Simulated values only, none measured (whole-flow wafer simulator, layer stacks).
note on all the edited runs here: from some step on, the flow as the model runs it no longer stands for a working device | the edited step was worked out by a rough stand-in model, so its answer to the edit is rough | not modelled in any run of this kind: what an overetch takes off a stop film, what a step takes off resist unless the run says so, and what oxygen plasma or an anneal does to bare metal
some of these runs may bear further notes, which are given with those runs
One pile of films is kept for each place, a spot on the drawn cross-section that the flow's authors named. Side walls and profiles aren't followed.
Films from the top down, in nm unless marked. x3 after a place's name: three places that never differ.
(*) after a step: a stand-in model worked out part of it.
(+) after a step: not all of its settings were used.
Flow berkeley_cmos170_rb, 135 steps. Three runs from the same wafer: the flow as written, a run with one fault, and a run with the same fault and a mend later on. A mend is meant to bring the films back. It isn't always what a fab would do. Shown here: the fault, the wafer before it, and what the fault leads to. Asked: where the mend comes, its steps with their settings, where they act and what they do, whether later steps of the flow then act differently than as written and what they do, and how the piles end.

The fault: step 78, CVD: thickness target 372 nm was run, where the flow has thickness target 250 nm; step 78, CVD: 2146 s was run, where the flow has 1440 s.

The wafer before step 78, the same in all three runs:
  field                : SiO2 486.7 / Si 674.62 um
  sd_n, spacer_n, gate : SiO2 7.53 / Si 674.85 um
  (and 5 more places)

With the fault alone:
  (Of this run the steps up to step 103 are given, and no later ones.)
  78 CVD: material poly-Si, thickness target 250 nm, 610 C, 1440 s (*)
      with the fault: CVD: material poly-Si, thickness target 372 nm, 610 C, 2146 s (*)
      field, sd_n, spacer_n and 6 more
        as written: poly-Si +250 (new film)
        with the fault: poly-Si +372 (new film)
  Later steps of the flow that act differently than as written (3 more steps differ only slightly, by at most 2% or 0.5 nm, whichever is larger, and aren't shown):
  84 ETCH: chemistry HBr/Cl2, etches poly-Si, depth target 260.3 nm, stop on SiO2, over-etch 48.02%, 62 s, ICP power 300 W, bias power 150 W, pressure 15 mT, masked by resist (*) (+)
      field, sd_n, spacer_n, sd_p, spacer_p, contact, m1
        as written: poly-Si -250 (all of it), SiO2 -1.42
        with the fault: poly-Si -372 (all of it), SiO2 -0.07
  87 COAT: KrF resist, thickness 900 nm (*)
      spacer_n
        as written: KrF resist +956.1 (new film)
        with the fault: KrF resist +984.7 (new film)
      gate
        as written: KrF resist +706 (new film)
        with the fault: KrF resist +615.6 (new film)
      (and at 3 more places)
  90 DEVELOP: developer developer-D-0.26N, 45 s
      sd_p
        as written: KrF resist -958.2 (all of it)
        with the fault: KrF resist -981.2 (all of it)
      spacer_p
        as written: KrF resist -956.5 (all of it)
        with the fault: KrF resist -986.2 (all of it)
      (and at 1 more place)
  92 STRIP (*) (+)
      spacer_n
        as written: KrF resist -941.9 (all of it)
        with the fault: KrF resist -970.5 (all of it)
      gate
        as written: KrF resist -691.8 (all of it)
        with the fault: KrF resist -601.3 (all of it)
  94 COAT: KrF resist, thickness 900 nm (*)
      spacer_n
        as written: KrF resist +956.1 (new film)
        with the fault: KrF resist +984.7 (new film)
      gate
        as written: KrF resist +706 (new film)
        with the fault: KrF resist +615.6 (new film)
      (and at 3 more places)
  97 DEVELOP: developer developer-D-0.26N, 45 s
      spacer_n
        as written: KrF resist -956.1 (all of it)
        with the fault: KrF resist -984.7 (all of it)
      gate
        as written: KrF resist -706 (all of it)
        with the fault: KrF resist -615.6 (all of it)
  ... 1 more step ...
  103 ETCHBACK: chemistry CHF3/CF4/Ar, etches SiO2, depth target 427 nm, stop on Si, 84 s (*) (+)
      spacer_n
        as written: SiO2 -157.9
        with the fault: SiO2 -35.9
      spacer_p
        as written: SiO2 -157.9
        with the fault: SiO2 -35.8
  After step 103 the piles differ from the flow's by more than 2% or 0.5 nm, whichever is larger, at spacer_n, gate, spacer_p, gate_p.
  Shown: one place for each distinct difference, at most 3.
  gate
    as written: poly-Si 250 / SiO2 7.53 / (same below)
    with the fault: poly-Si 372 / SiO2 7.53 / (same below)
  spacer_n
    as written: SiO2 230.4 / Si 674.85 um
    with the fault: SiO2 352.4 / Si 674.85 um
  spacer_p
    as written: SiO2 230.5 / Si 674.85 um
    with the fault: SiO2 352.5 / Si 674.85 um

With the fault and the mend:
  The mend comes after step 78.
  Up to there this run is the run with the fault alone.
  78a ETCH: chemistry tmah, depth target 427.8 nm
      field, sd_n, spacer_n and 6 more
        poly-Si -372 (all of it)
  78b CLEAN (*) (the flow's step 74 once more)
      changes no film at any place that is followed
  78c CVD: material poly-Si, thickness target 250 nm, 610 C, 1440 s (*) (the flow's step 78 once more)
      field, sd_n, spacer_n and 6 more
        poly-Si +250 (new film)
  No later step of the flow acts differently than as written at any place that is followed.
  At the end the piles are the same as the flow's at every place that both follow.
